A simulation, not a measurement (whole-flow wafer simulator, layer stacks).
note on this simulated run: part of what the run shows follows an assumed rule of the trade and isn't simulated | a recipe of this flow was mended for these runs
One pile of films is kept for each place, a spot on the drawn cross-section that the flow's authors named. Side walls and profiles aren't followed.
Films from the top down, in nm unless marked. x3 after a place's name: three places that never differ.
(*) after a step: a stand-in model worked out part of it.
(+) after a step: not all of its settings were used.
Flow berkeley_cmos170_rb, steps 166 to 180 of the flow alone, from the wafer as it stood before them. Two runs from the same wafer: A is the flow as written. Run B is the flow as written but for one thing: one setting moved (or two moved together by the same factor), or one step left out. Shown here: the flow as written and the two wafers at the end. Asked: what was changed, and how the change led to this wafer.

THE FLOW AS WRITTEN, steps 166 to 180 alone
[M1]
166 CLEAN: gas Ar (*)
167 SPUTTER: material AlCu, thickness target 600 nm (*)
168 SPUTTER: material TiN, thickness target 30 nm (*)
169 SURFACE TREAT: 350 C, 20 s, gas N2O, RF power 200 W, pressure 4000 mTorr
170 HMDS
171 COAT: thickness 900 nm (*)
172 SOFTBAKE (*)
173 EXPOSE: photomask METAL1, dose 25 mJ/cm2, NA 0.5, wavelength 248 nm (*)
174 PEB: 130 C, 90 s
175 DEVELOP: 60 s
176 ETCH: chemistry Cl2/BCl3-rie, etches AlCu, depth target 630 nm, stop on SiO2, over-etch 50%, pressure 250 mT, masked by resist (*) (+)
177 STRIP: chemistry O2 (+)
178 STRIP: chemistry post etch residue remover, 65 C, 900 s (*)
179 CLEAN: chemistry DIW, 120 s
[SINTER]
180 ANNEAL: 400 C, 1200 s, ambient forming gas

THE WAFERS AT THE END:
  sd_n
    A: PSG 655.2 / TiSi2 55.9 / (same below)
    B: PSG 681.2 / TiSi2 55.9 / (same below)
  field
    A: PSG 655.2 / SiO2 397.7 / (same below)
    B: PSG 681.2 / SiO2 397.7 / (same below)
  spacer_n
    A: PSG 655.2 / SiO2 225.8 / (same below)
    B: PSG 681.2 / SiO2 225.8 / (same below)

The cause: step 176, ETCH: depth target 491 nm was run, where the flow has depth target 630 nm.

How the change led to this, step by step:
  176 ETCH: chemistry Cl2/BCl3-rie, etches AlCu, depth target 630 nm, stop on SiO2, over-etch 50%, pressure 250 mT, masked by resist (*) (+)
      field, sd_n, spacer_n, gate, spacer_p, gate_p: A TiN -30 (all of it), AlCu -600 (all of it), PSG -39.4 | B TiN -30 (all of it), AlCu -600 (all of it), PSG -13.3
      contact, m1: A KrF-resist -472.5 | B KrF-resist -430.5
      (and at 1 more place)
  177 STRIP: chemistry O2 (+)
      contact: A KrF-resist -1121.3 (all of it) | B KrF-resist -1163.3 (all of it)
      m1: A KrF-resist -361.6 (all of it) | B KrF-resist -403.6 (all of it)
